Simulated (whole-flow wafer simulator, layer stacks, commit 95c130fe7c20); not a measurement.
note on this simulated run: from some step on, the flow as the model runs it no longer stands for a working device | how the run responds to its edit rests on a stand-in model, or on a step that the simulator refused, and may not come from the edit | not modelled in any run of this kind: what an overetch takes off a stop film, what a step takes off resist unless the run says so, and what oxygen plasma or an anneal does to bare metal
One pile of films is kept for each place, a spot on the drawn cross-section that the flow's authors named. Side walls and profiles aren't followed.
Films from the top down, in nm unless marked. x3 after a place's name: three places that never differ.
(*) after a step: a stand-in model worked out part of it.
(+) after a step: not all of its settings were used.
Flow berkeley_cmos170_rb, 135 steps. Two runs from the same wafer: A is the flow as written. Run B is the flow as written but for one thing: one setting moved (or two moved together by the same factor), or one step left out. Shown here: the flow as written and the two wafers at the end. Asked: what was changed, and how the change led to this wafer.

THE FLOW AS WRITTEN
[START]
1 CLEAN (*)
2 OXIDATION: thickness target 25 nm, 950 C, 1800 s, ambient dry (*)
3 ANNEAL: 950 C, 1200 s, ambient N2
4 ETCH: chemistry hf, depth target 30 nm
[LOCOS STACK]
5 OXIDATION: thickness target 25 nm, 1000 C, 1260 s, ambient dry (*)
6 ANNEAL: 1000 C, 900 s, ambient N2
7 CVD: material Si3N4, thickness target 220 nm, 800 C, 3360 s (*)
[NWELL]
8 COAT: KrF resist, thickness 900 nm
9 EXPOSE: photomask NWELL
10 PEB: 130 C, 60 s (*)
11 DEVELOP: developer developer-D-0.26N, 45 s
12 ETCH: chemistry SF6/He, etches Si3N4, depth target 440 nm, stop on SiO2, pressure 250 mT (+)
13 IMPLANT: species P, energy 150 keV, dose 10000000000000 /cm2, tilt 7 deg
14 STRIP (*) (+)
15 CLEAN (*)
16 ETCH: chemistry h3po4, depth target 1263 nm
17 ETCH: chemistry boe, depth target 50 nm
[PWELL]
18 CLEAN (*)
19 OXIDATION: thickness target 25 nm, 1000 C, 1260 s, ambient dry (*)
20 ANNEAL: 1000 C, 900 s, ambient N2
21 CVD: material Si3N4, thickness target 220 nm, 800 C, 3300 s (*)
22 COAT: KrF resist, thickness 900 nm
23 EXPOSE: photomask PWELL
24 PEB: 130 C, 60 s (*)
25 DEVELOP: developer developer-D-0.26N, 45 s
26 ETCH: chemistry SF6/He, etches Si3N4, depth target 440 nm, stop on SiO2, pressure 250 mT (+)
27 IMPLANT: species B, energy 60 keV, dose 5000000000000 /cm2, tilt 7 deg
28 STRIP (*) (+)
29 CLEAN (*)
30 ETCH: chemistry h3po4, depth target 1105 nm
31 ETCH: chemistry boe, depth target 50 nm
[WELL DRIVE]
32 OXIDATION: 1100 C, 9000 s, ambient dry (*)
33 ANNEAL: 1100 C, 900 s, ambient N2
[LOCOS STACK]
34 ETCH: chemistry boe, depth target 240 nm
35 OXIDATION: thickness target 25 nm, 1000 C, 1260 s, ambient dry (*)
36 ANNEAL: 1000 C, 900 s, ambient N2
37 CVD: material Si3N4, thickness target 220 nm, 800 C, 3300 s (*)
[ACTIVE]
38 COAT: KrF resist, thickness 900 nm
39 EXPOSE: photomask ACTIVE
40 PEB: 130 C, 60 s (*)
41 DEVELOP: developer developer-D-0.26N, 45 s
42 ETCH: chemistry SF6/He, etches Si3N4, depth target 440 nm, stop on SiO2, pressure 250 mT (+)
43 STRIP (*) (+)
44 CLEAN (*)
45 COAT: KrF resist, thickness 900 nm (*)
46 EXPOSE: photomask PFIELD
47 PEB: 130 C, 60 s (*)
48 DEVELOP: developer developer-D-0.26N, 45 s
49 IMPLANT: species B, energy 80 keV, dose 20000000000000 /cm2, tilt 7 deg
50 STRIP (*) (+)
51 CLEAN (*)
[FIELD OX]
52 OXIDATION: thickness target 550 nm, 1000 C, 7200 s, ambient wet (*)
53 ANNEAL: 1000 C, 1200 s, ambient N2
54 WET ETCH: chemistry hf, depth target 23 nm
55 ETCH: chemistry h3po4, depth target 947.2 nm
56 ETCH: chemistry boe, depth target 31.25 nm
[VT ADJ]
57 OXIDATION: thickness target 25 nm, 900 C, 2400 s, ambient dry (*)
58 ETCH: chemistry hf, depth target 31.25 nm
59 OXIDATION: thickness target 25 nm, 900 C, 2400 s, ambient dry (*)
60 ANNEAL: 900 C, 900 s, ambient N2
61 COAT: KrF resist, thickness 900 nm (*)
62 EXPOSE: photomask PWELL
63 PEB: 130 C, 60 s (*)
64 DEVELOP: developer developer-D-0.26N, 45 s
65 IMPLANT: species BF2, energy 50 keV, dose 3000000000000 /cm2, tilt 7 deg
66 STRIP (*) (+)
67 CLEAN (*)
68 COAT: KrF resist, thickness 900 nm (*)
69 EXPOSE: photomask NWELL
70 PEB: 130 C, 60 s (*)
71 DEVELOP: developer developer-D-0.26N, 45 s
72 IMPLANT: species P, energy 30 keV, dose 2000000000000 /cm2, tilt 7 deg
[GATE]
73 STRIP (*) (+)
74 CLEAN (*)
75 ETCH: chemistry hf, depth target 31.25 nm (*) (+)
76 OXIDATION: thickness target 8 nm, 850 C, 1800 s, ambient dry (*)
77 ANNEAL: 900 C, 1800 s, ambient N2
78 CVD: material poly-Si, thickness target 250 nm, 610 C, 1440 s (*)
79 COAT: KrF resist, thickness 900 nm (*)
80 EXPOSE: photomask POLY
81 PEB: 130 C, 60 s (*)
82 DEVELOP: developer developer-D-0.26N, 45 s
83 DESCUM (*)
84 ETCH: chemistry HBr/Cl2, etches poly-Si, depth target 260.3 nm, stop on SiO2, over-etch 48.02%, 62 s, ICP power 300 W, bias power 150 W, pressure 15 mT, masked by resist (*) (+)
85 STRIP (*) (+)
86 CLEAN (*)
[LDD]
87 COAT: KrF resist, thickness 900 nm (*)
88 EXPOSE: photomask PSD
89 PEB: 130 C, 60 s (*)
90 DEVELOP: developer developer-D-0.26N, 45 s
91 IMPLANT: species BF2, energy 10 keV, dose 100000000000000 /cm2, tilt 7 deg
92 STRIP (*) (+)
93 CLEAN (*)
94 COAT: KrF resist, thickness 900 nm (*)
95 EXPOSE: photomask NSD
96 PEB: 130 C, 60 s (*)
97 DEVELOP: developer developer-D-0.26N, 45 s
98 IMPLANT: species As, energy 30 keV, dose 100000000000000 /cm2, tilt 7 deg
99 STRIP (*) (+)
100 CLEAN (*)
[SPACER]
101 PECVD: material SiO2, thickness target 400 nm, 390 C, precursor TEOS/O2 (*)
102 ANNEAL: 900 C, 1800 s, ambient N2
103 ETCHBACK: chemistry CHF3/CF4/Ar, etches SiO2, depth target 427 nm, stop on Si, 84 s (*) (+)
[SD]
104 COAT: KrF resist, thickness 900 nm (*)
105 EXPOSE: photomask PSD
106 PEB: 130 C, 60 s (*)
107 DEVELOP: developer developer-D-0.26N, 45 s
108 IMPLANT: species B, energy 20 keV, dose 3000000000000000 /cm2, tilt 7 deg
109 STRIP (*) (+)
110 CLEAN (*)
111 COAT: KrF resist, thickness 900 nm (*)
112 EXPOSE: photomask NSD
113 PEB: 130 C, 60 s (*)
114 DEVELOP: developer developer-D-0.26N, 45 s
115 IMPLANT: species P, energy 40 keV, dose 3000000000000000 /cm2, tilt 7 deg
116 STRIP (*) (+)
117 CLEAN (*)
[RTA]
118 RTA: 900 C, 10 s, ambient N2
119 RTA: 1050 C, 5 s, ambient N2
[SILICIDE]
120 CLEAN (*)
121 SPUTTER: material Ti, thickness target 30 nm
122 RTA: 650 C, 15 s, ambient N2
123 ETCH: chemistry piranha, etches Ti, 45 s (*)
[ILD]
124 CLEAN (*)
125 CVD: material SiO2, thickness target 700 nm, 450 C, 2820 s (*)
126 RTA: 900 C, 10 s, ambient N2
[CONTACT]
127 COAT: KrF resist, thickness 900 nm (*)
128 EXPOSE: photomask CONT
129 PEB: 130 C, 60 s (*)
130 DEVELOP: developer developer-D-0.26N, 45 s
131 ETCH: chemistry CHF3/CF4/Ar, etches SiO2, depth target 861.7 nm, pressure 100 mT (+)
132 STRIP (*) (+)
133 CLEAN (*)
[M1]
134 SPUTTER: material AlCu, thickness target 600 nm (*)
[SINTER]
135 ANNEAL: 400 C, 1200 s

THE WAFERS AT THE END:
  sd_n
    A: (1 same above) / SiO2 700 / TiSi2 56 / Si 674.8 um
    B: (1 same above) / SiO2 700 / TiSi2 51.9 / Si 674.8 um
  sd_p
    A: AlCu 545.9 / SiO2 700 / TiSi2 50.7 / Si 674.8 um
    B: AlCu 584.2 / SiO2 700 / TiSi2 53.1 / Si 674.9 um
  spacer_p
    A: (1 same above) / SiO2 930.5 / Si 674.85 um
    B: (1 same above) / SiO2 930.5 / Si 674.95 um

The cause: step 30, ETCH: chemistry h3po4, depth target 1105 nm, was left out.

How the change led to this, step by step:
  31 ETCH: chemistry boe, depth target 50 nm
      sd_p, spacer_p, gate_p, m1: A SiO2 -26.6 (all of it) | B nothing
  32 OXIDATION: 1100 C, 9000 s, ambient dry (*)
      sd_p, spacer_p, gate_p: A SiO2 +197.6 (new film), Si -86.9 | B nothing
      m1: A SiO2 +197.6 (new film), Si -86.9 | B under 1 film: SiO2 +3.42, Si -1.07
  34 ETCH: chemistry boe, depth target 240 nm
      sd_p, spacer_p, gate_p, m1: A SiO2 -197.6 (all of it) | B nothing
  35 OXIDATION: thickness target 25 nm, 1000 C, 1260 s, ambient dry (*)
      sd_p, spacer_p, gate_p, m1: A SiO2 +26.6 (new film), Si -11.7 | B nothing
  37 CVD: material Si3N4, thickness target 220 nm, 800 C, 3300 s (*)
      sd_p, spacer_p, gate_p, m1: A Si3N4 +220 (new film) | B Si3N4 +220
  38 COAT: KrF resist, thickness 900 nm
      field: A KrF resist +900 (new film) | B KrF resist +1034.3 (new film)
      sd_n: A KrF resist +900 (new film) | B KrF resist +1008.3 (new film)
      (and at 7 more places)
  41 DEVELOP: developer developer-D-0.26N, 45 s
      field: A KrF resist -900 (all of it) | B KrF resist -1034.3 (all of it)
  43 STRIP (*) (+)
      sd_n: A KrF resist -527.1 (all of it) | B KrF resist -635.4 (all of it)
      spacer_n: A KrF resist -527.1 (all of it) | B KrF resist -581.9 (all of it)
      (and at 6 more places)
  45 COAT: KrF resist, thickness 900 nm (*)
      field: A KrF resist +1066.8 (new film) | B KrF resist +1196.6 (new film)
      sd_n: A KrF resist +854.5 (new film) | B KrF resist +951.4 (new film)
      (and at 7 more places)
  48 DEVELOP: developer developer-D-0.26N, 45 s
      field: A KrF resist -1066.8 (all of it) | B KrF resist -1196.6 (all of it)
  50 STRIP (*) (+)
      sd_n: A KrF resist -840.3 (all of it) | B KrF resist -937.2 (all of it)
      spacer_n: A KrF resist -861 (all of it) | B KrF resist -903.7 (all of it)
      (and at 6 more places)
  52 OXIDATION: thickness target 550 nm, 1000 C, 7200 s, ambient wet (*)
      sd_p: A SiO2 +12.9 (new film), Si3N4 -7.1, SiO2 +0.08, Si -0.08 | B SiO2 +12.9 (new film), Si3N4 -7.1
      m1: A SiO2 +12.9 (new film), Si3N4 -7.1, SiO2 +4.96, Si -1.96 | B SiO2 +12.9 (new film), Si3N4 -7.1
  55 ETCH: chemistry h3po4, depth target 947.2 nm
      sd_p, spacer_p, gate_p, m1: A Si3N4 -212.9 (all of it) | B Si3N4 -432.9 (all of it)
  56 ETCH: chemistry boe, depth target 31.25 nm
      m1: A SiO2 -31.5 (all of it) | B SiO2 -30 (all of it)
  61 COAT: KrF resist, thickness 900 nm (*)
      field: A KrF resist +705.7 (new film) | B KrF resist +731.2 (new film)
      sd_n: A KrF resist +957.5 (new film) | B KrF resist +984.5 (new film)
      (and at 5 more places)
  64 DEVELOP: developer developer-D-0.26N, 45 s
      field: A KrF resist -705.7 (all of it) | B KrF resist -731.2 (all of it)
      sd_n: A KrF resist -957.5 (all of it) | B KrF resist -984.5 (all of it)
      (and at 1 more place)
  ... 26 more steps ...
  134 SPUTTER: material AlCu, thickness target 600 nm (*)
      sd_p: A AlCu +545.9 (new film) | B AlCu +584.2 (new film)
